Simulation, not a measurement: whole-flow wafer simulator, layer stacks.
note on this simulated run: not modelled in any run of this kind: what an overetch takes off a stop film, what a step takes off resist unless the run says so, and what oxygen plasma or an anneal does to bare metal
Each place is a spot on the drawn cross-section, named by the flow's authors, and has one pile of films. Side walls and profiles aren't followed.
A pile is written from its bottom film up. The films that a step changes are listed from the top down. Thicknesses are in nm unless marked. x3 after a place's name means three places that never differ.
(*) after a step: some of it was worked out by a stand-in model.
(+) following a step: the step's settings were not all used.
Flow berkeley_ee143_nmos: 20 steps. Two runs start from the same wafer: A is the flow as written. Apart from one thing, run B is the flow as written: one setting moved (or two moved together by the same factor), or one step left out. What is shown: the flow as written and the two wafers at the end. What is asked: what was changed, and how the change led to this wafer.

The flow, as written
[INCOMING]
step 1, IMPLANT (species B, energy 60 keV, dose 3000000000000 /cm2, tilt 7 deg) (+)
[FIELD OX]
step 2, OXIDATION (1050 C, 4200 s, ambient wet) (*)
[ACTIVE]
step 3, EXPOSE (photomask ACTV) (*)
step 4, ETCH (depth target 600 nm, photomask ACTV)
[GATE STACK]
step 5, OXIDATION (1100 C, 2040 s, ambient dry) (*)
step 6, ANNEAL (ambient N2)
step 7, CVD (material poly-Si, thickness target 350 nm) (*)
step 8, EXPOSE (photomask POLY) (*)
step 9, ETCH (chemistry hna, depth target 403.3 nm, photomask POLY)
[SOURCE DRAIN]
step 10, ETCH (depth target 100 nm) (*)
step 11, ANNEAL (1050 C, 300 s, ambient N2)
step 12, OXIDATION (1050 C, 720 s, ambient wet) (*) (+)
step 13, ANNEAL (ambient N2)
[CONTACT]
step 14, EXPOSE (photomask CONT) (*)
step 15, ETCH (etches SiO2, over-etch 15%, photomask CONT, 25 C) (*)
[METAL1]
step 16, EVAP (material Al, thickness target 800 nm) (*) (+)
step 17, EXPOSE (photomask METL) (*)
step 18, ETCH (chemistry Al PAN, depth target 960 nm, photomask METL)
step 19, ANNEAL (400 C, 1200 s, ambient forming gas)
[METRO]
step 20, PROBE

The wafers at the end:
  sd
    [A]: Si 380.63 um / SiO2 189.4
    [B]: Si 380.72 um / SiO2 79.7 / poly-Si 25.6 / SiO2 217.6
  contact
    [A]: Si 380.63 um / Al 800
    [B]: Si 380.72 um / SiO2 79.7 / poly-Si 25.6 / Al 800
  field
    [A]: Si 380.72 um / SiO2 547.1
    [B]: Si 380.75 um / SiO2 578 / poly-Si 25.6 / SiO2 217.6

The reason: step 9, ETCH: depth target 228.7 nm was run, though the flow has depth target 403.3 nm.

How this came from the change, step by step:
  step 9, ETCH (chemistry hna, depth target 403.3 nm, photomask POLY)
      sd, contact, field: A poly-Si loses 350 (all of it) | B poly-Si loses 228.7
  step 10, ETCH (depth target 100 nm) (*)
      sd, contact: A SiO2 loses 79.7 (all of it) | B nothing
      field: A SiO2 loses 100 | B nothing
  step 12, OXIDATION (1050 C, 720 s, ambient wet) (*) (+)
      sd, contact: A SiO2 gains 189.4 (new film), Si loses 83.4 | B SiO2 gains 217.6 (new film), poly-Si loses 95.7
      field: A SiO2 gains 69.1, Si loses 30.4 | B SiO2 gains 217.6 (new film), poly-Si loses 95.7
  step 15, ETCH (etches SiO2, over-etch 15%, photomask CONT, 25 C) (*)
      contact: A SiO2 loses 189.4 (all of it) | B SiO2 loses 217.6 (all of it)
